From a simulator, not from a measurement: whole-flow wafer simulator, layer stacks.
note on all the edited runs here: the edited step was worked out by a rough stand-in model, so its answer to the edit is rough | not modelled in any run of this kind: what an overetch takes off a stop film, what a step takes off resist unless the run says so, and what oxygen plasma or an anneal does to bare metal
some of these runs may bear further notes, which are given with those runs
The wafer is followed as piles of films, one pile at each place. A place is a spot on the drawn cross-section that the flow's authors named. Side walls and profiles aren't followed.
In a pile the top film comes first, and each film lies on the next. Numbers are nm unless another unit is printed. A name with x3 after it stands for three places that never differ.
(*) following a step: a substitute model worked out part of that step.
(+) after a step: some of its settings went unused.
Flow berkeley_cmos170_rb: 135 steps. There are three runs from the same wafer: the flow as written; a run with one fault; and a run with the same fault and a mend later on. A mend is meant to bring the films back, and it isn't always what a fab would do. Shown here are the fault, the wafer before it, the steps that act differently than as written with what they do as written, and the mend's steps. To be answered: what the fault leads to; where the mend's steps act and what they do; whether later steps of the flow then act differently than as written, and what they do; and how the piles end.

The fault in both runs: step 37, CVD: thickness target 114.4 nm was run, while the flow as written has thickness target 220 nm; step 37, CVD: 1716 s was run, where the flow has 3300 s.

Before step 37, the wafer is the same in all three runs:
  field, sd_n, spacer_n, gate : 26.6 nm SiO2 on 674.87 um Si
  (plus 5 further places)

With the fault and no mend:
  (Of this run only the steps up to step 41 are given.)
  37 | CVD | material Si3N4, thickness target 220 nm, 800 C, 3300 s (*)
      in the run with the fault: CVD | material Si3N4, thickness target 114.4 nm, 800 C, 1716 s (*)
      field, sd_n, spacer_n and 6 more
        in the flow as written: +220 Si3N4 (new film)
        in the run with the fault: +114.4 Si3N4 (new film)
  None of the later steps of the flow up to step 41 acts differently than as written at any place that is followed.
  Once step 41 is done, the piles at field, sd_n, spacer_n and 6 more depart from the flow's by more than 2% or 0.5 nm, whichever is larger.
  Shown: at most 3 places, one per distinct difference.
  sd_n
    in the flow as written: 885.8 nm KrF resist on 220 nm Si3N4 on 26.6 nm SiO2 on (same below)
    in the run with the fault: 885.8 nm KrF resist on 114.4 nm Si3N4 on 26.6 nm SiO2 on (same below)
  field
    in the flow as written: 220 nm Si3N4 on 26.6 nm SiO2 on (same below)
    in the run with the fault: 114.4 nm Si3N4 on 26.6 nm SiO2 on (same below)

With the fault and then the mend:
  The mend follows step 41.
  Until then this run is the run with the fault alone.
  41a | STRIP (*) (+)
      sd_n, spacer_n, gate, sd_p, spacer_p, gate_p, contact, m1
        -885.8 KrF resist (all of it)
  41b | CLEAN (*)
      does not change any film at any place that is followed
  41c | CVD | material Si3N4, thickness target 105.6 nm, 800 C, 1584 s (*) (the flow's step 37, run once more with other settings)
      field, sd_n, spacer_n and 6 more
        +105.6 Si3N4
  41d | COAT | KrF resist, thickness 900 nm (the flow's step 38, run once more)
      field, sd_n, spacer_n and 6 more
        +900 KrF resist (new film)
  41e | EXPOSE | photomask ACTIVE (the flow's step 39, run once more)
      does not change any film at any place that is followed
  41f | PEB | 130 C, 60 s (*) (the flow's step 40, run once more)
      does not change any film at any place that is followed
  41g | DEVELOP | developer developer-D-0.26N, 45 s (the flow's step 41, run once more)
      sd_n, spacer_n, gate, sd_p, spacer_p, gate_p, contact, m1
        -14.2 KrF resist
      field
        -900 KrF resist (all of it)
  None of the later steps of the flow acts differently than as written at any place that is followed.
  The piles end the same as the flow's at every place that both follow.
